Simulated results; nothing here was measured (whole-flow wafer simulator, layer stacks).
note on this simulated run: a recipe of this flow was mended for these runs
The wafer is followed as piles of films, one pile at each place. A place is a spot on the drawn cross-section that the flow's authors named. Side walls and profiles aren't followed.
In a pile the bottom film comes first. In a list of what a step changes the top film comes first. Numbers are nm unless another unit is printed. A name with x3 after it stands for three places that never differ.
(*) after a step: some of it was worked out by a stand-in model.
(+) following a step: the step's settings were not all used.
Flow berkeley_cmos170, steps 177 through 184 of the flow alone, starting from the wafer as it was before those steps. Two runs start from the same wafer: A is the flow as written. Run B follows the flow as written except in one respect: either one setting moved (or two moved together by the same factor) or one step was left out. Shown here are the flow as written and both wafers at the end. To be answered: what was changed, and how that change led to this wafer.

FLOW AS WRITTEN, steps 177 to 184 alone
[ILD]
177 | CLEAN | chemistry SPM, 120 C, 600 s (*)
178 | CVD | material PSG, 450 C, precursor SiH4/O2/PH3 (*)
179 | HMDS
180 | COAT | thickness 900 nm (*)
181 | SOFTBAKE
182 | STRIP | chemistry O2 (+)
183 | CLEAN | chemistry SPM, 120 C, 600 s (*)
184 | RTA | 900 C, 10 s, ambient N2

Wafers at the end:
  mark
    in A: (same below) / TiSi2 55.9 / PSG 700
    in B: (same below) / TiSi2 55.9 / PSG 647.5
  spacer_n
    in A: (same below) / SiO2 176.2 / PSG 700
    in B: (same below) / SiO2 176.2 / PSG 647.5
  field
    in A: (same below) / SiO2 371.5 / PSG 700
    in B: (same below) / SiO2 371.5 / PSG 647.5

The reason: step 178, CVD: 438 C was run, while the flow as written has 450 C.

The path from the change to this, step by step:
  178 | CVD | material PSG, 450 C, precursor SiH4/O2/PH3 (*)
      field, mark, sd_n and 10 more: A PSG gains 700 (new film) | B PSG gains 647.5 (new film)
